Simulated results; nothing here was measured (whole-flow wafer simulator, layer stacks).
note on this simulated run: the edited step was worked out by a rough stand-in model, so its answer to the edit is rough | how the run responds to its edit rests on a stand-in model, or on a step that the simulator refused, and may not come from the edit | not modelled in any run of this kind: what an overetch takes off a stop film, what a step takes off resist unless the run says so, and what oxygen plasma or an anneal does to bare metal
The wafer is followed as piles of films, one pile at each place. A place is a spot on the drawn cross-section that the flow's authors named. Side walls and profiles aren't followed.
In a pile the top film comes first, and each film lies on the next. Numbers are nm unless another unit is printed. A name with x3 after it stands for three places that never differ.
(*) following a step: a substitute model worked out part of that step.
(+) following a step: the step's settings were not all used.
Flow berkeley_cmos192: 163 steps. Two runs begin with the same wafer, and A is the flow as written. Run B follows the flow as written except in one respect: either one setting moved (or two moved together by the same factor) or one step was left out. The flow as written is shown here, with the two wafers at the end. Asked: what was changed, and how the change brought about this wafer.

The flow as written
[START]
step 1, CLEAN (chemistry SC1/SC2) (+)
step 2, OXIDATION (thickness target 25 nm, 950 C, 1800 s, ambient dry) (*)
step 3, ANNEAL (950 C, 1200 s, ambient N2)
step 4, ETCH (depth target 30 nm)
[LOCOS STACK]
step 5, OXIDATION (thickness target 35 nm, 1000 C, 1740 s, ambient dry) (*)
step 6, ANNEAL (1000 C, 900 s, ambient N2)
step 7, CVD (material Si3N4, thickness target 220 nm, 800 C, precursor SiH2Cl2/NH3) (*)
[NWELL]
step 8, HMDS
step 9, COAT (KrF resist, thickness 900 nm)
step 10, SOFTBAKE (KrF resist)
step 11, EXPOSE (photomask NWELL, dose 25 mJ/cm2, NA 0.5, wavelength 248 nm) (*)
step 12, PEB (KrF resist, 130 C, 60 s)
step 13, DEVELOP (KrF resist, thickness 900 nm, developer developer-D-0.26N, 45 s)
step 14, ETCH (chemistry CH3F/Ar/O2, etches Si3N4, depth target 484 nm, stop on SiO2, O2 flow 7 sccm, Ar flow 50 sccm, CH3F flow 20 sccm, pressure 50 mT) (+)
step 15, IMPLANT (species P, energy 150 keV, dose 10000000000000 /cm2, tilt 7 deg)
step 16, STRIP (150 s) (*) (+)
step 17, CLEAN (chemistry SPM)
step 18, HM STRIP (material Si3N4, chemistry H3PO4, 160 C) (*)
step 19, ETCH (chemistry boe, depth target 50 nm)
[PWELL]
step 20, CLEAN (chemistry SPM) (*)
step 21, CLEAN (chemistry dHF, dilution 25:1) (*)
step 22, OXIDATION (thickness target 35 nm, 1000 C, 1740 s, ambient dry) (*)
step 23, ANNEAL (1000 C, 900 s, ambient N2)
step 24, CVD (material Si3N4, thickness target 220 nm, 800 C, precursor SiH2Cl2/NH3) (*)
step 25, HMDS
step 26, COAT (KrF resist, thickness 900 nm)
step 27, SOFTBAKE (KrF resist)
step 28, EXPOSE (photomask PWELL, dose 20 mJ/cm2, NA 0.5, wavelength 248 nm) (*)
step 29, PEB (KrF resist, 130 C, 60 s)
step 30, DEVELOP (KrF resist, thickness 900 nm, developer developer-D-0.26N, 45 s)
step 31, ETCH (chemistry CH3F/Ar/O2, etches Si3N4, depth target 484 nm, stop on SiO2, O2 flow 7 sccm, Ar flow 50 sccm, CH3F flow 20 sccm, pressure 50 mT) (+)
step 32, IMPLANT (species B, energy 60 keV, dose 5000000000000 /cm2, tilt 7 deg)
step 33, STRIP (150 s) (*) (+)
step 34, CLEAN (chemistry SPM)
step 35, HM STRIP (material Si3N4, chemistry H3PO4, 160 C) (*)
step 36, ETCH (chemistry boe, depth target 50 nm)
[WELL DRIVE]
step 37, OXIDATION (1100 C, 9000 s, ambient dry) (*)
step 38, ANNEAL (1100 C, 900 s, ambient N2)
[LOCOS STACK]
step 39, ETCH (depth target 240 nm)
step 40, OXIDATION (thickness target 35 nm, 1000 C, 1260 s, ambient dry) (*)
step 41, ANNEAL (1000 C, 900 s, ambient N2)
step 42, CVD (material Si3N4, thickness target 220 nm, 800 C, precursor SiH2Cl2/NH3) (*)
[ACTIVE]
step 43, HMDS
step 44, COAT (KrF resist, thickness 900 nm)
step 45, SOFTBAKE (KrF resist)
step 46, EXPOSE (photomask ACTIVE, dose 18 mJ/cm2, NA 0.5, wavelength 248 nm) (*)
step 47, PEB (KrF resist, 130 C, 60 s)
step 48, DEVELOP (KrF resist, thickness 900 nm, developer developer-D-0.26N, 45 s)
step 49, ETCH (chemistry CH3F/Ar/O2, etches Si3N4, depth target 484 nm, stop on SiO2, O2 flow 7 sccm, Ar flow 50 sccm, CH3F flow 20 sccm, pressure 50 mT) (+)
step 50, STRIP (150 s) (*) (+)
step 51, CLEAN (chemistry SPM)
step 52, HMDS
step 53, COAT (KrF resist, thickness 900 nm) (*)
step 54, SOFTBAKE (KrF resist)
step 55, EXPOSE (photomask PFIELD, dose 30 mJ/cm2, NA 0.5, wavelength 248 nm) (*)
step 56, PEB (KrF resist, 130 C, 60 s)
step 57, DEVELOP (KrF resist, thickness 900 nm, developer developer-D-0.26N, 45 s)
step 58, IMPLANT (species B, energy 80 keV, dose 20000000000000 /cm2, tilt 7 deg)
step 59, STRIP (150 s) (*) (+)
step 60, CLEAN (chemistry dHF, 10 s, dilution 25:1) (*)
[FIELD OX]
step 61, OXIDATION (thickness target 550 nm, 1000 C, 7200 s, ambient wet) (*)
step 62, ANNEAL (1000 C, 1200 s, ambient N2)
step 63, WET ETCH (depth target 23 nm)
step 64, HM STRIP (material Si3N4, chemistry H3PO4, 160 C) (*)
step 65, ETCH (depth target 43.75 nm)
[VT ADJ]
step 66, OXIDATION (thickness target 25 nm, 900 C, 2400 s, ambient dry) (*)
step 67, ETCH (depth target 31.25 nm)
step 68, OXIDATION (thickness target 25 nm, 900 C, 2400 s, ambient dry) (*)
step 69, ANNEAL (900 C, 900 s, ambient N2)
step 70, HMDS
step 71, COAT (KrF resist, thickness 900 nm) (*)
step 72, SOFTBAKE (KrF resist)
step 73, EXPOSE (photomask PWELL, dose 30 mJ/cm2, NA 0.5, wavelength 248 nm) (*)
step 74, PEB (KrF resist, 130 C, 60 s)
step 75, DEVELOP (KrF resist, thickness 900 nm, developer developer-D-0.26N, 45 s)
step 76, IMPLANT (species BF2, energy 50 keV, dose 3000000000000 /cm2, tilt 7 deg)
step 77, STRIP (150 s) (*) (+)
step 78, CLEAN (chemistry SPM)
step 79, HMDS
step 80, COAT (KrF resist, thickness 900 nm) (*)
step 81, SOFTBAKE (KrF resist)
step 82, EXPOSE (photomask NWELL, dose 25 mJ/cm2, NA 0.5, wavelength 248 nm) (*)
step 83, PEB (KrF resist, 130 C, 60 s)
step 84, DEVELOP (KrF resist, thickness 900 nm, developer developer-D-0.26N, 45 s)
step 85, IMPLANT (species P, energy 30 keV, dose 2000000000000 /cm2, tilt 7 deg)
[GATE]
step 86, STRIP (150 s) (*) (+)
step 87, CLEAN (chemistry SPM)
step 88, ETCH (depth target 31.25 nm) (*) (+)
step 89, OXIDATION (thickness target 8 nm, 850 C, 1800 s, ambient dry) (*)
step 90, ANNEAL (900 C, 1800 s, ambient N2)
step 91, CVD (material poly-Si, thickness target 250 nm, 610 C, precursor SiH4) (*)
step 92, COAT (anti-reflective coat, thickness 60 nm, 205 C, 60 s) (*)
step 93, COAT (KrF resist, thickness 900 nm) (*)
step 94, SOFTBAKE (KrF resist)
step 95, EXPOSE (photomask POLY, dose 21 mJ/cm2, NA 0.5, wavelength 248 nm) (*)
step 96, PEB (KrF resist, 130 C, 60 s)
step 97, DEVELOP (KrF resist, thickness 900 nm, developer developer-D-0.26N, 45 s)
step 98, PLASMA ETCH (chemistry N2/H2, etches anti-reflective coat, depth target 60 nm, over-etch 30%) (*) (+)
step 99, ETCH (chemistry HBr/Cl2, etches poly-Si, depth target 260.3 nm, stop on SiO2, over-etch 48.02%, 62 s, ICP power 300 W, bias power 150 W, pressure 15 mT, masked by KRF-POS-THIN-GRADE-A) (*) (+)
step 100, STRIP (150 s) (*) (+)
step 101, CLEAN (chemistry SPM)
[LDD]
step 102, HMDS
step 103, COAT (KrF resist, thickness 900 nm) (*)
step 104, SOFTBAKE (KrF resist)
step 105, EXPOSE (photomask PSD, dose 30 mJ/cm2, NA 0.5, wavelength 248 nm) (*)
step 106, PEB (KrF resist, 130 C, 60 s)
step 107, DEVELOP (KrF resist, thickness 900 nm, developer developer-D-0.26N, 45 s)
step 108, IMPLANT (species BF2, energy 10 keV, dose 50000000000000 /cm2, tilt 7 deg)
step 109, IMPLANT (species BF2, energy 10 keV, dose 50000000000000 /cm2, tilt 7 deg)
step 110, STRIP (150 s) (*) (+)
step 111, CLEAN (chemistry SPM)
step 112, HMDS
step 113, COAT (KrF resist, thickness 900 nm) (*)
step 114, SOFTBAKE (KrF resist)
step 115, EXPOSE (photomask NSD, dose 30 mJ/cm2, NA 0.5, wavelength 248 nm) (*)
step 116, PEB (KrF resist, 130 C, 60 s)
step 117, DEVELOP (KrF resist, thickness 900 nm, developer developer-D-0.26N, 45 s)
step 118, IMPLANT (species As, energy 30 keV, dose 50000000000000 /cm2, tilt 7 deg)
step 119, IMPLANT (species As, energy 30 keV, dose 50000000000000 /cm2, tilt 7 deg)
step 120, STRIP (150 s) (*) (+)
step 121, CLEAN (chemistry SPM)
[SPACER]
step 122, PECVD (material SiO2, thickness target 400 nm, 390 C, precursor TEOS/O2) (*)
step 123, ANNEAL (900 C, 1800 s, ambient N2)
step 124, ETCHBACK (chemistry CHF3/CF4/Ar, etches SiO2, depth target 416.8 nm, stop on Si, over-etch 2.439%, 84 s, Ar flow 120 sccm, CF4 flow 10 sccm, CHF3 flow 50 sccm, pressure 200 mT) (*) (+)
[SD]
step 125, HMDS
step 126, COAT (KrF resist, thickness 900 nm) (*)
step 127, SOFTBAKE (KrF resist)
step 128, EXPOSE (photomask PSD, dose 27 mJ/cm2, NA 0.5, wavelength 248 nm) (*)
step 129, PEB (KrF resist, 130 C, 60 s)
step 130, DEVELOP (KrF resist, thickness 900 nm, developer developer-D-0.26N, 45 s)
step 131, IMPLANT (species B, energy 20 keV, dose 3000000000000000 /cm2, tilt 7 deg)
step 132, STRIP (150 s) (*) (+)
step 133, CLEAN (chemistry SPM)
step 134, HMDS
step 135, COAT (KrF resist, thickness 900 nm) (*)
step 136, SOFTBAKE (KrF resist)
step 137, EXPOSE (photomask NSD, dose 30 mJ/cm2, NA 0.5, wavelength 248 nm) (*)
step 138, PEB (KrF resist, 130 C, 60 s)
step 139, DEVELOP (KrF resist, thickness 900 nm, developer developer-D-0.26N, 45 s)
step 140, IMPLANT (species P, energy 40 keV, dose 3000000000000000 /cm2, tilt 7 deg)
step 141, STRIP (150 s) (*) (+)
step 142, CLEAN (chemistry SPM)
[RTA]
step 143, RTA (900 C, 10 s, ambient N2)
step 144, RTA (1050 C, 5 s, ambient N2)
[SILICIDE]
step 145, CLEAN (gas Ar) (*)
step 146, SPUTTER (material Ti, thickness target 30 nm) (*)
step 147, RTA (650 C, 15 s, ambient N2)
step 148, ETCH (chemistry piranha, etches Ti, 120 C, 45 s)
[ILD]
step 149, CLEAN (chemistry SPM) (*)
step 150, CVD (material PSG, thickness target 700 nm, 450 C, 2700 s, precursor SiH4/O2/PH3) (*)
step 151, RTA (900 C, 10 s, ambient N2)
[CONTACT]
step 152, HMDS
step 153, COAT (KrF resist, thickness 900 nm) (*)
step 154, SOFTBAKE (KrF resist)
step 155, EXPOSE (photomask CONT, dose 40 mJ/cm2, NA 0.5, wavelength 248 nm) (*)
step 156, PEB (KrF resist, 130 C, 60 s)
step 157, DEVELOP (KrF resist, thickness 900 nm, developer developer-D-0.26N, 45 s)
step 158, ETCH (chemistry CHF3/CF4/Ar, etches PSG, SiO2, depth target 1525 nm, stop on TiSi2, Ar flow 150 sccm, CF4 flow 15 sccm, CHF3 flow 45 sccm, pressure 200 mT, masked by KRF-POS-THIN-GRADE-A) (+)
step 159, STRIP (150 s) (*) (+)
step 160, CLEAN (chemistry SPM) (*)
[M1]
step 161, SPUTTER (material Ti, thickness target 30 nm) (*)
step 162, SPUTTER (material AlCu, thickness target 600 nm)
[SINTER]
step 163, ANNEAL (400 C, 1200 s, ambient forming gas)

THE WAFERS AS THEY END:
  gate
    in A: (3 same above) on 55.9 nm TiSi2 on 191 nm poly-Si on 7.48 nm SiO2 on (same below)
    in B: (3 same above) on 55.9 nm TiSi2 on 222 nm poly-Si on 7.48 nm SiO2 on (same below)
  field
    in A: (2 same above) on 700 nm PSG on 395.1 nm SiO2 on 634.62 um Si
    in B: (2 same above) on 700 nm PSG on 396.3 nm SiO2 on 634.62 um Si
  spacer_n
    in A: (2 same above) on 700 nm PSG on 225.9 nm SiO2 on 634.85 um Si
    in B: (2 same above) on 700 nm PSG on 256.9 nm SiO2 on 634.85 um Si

The reason: step 91, CVD: thickness target 281 nm was run, while the flow as written has thickness target 250 nm.

Step by step, how the change led to this:
  step 91, CVD (material poly-Si, thickness target 250 nm, 610 C, precursor SiH4) (*)
      field, sd_n, spacer_n and 6 more: A poly-Si gains 250 (new film) | B poly-Si gains 281 (new film)
  step 99, ETCH (chemistry HBr/Cl2, etches poly-Si, depth target 260.3 nm, stop on SiO2, over-etch 48.02%, 62 s, ICP power 300 W, bias power 150 W, pressure 15 mT, masked by KRF-POS-THIN-GRADE-A) (*) (+)
      spacer_n, spacer_p: A poly-Si loses 245.8 (all of it), SiO2 loses 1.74 | B poly-Si loses 276.7 (all of it), SiO2 loses 0.54
      field: A poly-Si loses 245.8 (all of it), SiO2 loses 1.74 | B poly-Si loses 276.8 (all of it), SiO2 loses 0.54
      (and at 4 other places as well)
  step 103, COAT (KrF resist, thickness 900 nm) (*)
      gate: A KrF resist gains 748 (new film) | B KrF resist gains 722.3 (new film)
      gate_p: A KrF resist gains 744.1 (new film) | B KrF resist gains 718.4 (new film)
  step 107, DEVELOP (KrF resist, thickness 900 nm, developer developer-D-0.26N, 45 s)
      gate_p: A KrF resist loses 742.9 (all of it) | B KrF resist loses 717.3 (all of it)
  step 110, STRIP (150 s) (*) (+)
      gate: A KrF resist loses 732.7 (all of it), chemical SiO2 gains 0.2, poly-Si loses 0.09 | B KrF resist loses 707 (all of it), chemical SiO2 gains 0.2, poly-Si loses 0.09
  step 113, COAT (KrF resist, thickness 900 nm) (*)
      gate: A KrF resist gains 747.9 (new film) | B KrF resist gains 722.2 (new film)
      gate_p: A KrF resist gains 743.9 (new film) | B KrF resist gains 718.2 (new film)
  step 117, DEVELOP (KrF resist, thickness 900 nm, developer developer-D-0.26N, 45 s)
      gate: A KrF resist loses 746.8 (all of it) | B KrF resist loses 721.1 (all of it)
  step 120, STRIP (150 s) (*) (+)
      gate_p: A KrF resist loses 728.6 (all of it), chemical SiO2 gains 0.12, poly-Si loses 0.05 | B KrF resist loses 703 (all of it), chemical SiO2 gains 0.12, poly-Si loses 0.05
  step 124, ETCHBACK (chemistry CHF3/CF4/Ar, etches SiO2, depth target 416.8 nm, stop on Si, over-etch 2.439%, 84 s, Ar flow 120 sccm, CF4 flow 10 sccm, CHF3 flow 50 sccm, pressure 200 mT) (*) (+)
      spacer_n: A SiO2 loses 160 | B SiO2 loses 130.2
      spacer_p: A SiO2 loses 159.9 | B SiO2 loses 130.1
  step 126, COAT (KrF resist, thickness 900 nm) (*)
      spacer_n: A KrF resist gains 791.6 (new film) | B KrF resist gains 769 (new film)
      gate: A KrF resist gains 771.5 (new film) | B KrF resist gains 749.4 (new film)
      (and at 2 other places as well)
  step 130, DEVELOP (KrF resist, thickness 900 nm, developer developer-D-0.26N, 45 s)
      spacer_p: A KrF resist loses 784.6 (all of it) | B KrF resist loses 762.1 (all of it)
      gate_p: A KrF resist loses 764.3 (all of it) | B KrF resist loses 742.3 (all of it)
  step 132, STRIP (150 s) (*) (+)
      spacer_n: A KrF resist loses 776.1 (all of it) | B KrF resist loses 753.6 (all of it)
      gate: A chemical SiO2 gains 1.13 (new film), KrF resist loses 756.1 (all of it), poly-Si loses 0.5 | B chemical SiO2 gains 1.13 (new film), KrF resist loses 734 (all of it), poly-Si loses 0.5
  step 135, COAT (KrF resist, thickness 900 nm) (*)
      spacer_n: A KrF resist gains 791.1 (new film) | B KrF resist gains 769.3 (new film)
      gate: A KrF resist gains 770.3 (new film) | B KrF resist gains 749 (new film)
      (and at 2 other places as well)
  step 139, DEVELOP (KrF resist, thickness 900 nm, developer developer-D-0.26N, 45 s)
      spacer_n: A KrF resist loses 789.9 (all of it) | B KrF resist loses 768.1 (all of it)
      gate: A KrF resist loses 769.1 (all of it) | B KrF resist loses 747.9 (all of it)
  step 141, STRIP (150 s) (*) (+)
      spacer_p: A KrF resist loses 770.2 (all of it) | B KrF resist loses 748.2 (all of it)
      gate_p: A KrF resist loses 749.1 (all of it), chemical SiO2 gains 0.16 | B KrF resist loses 727.7 (all of it), chemical SiO2 gains 0.16
  step 153, COAT (KrF resist, thickness 900 nm) (*)
      spacer_n: A KrF resist gains 829.8 (new film) | B KrF resist gains 813.1 (new film)
  step 159, STRIP (150 s) (*) (+)
      spacer_n: A KrF resist loses 620.3 (all of it) | B KrF resist loses 603.6 (all of it)
      gate: A KrF resist loses 600.1 (all of it) | B KrF resist loses 585.4 (all of it)
      (and at 2 other places as well)
